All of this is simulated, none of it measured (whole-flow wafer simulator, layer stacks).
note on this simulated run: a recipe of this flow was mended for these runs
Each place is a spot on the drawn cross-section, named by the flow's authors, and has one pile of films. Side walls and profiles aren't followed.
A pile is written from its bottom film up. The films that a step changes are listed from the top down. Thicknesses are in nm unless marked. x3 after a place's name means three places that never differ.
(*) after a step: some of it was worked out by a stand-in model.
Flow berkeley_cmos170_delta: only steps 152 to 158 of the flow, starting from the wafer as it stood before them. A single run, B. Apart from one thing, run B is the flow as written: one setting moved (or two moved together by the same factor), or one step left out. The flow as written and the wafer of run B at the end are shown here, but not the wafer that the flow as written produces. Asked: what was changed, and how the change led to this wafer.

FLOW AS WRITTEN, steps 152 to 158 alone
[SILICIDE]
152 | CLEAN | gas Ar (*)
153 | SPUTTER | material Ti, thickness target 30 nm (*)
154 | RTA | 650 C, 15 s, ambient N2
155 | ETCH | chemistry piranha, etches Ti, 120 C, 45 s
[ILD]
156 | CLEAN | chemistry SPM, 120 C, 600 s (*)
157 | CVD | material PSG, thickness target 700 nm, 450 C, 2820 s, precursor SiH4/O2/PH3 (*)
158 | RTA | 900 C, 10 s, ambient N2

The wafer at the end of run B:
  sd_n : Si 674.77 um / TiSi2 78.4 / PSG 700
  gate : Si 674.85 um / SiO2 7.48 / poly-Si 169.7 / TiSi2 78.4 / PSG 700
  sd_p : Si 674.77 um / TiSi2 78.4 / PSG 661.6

What caused this: step 153, SPUTTER: thickness target 48 nm was run, whereas the flow has thickness target 30 nm.

How this came from the change, step by step:
  153 | SPUTTER | material Ti, thickness target 30 nm (*)
      field, sd_n, spacer_n, gate, spacer_p, gate_p, contact x2: +48 Ti (new film) (as written it would have been: +30 Ti (new film))
      sd_p: +44 Ti (new film) (as written it would have been: +27.5 Ti (new film))
  154 | RTA | 650 C, 15 s, ambient N2
      sd_n, contact x2: -32.8 Ti, +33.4 TiSi first (new film), +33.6 TiSi2 C49 (new film), -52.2 Si (as written it would have been: -23.4 Ti, +6.2 TiSi first (new film), +50.3 TiSi2 C49 (new film), -49 Si)
      gate, gate_p: -32.8 Ti, +33.4 TiSi first (new film), +33.6 TiSi2 C49 (new film), -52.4 poly-Si (as written it would have been: -23.4 Ti, +6.2 TiSi first (new film), +50.3 TiSi2 C49 (new film), -49.2 poly-Si)
      (as well as at 1 more place)
  155 | ETCH | chemistry piranha, etches Ti, 120 C, 45 s
      sd_n, gate, gate_p, contact x2: -15.2 Ti (all of it), -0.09 TiSi first (as written it would have been: -6.6 Ti (all of it), -0.1 TiSi first)
      field, spacer_n, spacer_p: -48 Ti (all of it) (as written it would have been: -30 Ti (all of it))
      (as well as at 1 more place)
  158 | RTA | 900 C, 10 s, ambient N2
      sd_n, contact x2: under 1 film: +78.4 TiSi2 (new film), -33.3 TiSi first (all of it), -33.6 TiSi2 C49 (all of it), -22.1 Si (as written it would have been: under 1 film: +55.9 TiSi2 (new film), -6.09 TiSi first (all of it), -50.3 TiSi2 C49 (all of it), -4.05 Si)
      gate, gate_p: under 1 film: +78.4 TiSi2 (new film), -33.3 TiSi first (all of it), -33.6 TiSi2 C49 (all of it), -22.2 poly-Si (as written it would have been: under 1 film: +55.9 TiSi2 (new film), -6.09 TiSi first (all of it), -50.3 TiSi2 C49 (all of it), -4.06 poly-Si)
      (as well as at 1 more place)
